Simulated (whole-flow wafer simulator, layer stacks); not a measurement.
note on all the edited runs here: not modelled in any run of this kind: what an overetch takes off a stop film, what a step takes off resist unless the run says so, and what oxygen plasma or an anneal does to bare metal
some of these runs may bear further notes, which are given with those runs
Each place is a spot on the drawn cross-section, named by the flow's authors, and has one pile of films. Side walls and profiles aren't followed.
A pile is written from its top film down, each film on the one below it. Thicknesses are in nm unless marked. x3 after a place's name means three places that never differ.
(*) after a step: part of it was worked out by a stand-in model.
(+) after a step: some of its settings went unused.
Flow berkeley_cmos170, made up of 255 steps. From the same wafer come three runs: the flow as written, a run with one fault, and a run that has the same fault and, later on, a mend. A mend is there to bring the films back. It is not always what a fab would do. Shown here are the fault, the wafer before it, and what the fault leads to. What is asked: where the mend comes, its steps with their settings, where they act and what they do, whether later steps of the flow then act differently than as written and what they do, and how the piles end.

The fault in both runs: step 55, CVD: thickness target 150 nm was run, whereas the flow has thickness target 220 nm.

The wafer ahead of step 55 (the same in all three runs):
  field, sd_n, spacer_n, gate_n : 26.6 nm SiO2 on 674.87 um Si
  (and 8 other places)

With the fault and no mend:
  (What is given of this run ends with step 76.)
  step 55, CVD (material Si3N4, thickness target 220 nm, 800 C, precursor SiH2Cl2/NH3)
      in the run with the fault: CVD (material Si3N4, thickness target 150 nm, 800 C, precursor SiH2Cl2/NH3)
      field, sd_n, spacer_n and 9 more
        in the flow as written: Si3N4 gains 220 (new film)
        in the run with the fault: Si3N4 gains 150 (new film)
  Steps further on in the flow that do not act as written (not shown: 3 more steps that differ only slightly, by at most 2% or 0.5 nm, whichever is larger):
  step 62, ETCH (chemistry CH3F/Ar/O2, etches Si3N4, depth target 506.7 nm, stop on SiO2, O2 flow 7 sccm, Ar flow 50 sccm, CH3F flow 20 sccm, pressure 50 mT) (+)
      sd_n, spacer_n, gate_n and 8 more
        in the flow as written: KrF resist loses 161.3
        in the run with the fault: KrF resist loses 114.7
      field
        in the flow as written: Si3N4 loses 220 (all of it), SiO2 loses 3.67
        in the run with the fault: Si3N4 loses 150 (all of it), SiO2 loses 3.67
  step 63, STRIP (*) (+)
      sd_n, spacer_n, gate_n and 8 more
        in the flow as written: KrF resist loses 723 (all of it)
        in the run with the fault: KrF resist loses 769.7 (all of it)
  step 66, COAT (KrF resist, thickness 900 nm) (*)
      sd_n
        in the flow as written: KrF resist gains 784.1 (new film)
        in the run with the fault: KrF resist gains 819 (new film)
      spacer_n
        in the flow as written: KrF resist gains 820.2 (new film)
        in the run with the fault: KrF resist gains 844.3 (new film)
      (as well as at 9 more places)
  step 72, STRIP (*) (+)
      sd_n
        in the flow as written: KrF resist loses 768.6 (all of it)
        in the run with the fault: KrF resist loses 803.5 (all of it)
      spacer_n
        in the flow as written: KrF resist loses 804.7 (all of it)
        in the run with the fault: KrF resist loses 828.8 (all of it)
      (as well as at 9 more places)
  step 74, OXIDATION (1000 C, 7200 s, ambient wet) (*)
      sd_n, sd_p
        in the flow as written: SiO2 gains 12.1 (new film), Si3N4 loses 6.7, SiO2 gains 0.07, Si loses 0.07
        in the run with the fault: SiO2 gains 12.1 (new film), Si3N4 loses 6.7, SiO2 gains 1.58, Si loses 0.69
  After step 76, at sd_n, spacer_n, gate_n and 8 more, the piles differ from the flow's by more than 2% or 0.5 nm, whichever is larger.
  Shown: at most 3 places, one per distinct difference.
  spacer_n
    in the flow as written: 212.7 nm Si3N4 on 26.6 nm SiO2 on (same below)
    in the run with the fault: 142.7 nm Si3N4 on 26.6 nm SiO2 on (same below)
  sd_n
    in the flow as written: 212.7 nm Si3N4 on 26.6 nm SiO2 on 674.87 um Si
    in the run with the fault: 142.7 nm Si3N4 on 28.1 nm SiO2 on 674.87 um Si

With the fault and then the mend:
  The mend stands after step 55.
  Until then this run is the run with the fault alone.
  step 55a, CVD (material Si3N4, thickness target 70 nm, 800 C, precursor SiH2Cl2/NH3) (the flow's step 55 again, with other settings)
      field, sd_n, spacer_n and 9 more
        Si3N4 gains 70
  None of the later steps of the flow acts differently than as written at any place that is followed.
  By the end, the piles equal the flow's at every place that both follow.
